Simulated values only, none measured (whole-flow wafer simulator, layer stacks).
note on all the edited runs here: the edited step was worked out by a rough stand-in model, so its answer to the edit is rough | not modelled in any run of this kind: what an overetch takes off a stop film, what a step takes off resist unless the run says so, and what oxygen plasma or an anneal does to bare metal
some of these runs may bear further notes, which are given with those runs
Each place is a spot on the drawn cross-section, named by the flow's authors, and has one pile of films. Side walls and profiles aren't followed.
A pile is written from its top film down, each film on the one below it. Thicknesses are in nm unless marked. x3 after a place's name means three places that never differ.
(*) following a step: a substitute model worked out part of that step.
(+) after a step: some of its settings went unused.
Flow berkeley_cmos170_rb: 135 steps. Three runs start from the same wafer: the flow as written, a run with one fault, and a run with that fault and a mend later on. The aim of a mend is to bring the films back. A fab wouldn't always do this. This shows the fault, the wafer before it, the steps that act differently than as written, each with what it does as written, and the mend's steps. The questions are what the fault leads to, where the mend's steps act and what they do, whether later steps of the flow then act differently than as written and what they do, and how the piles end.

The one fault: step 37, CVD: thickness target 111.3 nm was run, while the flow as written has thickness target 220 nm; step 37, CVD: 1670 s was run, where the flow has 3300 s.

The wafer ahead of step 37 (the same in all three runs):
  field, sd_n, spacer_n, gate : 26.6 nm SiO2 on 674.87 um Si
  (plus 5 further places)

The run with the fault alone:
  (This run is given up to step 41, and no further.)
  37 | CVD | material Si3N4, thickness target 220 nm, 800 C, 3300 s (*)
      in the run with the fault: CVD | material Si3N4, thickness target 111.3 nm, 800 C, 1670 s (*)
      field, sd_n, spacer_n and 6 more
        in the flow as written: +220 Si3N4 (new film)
        in the run with the fault: +111.3 Si3N4 (new film)
  Every later step of the flow up to step 41 that is run acts as written at every place that is followed.
  The piles after step 41 differ from the flow's at field, sd_n, spacer_n and 6 more by more than 2% or 0.5 nm, whichever is larger.
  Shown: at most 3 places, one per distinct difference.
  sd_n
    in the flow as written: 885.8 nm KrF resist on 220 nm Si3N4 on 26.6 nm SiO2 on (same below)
    in the run with the fault: 885.8 nm KrF resist on 111.3 nm Si3N4 on 26.6 nm SiO2 on (same below)
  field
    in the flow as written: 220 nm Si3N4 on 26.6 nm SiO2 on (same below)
    in the run with the fault: 111.3 nm Si3N4 on 26.6 nm SiO2 on (same below)

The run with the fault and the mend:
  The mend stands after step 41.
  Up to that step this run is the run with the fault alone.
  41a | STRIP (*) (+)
      sd_n, spacer_n, gate, sd_p, spacer_p, gate_p, contact, m1
        -885.8 KrF resist (all of it)
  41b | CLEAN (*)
      alters no film at any place that is followed
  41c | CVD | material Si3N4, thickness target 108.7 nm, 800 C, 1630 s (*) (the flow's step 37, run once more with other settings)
      field, sd_n, spacer_n and 6 more
        +108.7 Si3N4
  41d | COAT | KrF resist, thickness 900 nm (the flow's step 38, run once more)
      field, sd_n, spacer_n and 6 more
        +900 KrF resist (new film)
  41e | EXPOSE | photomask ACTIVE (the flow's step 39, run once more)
      alters no film at any place that is followed
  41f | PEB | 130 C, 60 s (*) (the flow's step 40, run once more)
      alters no film at any place that is followed
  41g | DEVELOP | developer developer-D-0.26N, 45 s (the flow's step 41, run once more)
      sd_n, spacer_n, gate, sd_p, spacer_p, gate_p, contact, m1
        -14.2 KrF resist
      field
        -900 KrF resist (all of it)
  Every later step of the flow that is run acts as written at every place that is followed.
  The piles end the same as the flow's at every place that both follow.
